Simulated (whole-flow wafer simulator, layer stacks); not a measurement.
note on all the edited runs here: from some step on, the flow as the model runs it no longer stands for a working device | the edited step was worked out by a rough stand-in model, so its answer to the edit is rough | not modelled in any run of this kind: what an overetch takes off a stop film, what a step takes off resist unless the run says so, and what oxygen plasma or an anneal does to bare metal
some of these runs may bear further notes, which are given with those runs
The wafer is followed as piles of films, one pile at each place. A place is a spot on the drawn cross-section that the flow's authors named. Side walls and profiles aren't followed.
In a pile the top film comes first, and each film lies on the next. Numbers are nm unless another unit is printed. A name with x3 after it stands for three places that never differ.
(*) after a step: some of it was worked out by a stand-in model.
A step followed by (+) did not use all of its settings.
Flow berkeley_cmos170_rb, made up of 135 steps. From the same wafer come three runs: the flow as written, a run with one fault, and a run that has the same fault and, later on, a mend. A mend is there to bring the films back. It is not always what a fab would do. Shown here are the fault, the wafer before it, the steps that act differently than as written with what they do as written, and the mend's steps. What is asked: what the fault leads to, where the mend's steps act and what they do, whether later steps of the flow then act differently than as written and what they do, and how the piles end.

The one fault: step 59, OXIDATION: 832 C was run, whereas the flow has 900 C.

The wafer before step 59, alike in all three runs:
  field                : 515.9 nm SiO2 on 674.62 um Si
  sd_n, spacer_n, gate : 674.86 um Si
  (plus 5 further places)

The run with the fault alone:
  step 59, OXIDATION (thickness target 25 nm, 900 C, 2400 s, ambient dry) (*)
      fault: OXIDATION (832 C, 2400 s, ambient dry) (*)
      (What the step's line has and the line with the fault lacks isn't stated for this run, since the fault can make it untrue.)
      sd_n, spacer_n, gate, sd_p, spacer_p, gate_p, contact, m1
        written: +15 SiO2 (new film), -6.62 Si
        fault: +7.4 SiO2 (new film), -3.26 Si
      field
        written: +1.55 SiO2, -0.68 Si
        fault: +0.42 SiO2, -0.18 Si
  Later steps of the flow acting differently than as written (31 more steps, not shown, differ only slightly: by at most 2% or 0.5 nm, whichever is larger):
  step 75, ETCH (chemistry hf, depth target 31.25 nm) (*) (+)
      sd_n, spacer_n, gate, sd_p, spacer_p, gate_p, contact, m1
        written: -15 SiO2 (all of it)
        fault: -7.4 SiO2 (all of it)
  The piles end only slightly different from the flow's at the places that both follow, by no more than 2% or 0.5 nm, whichever is larger.

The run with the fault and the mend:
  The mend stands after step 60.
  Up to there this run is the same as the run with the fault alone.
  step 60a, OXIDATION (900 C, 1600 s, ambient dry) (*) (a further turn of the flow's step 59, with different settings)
      sd_n, spacer_n, gate, sd_p, spacer_p, gate_p, contact, m1
        +7.59 SiO2, -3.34 Si
      field
        +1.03 SiO2, -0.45 Si
  None of the later steps of the flow differs from how it acts as written, at any place that is followed, by more than 2% or 0.5 nm, whichever is larger.
  The piles end only slightly different from the flow's at the places that both follow, by no more than 2% or 0.5 nm, whichever is larger.
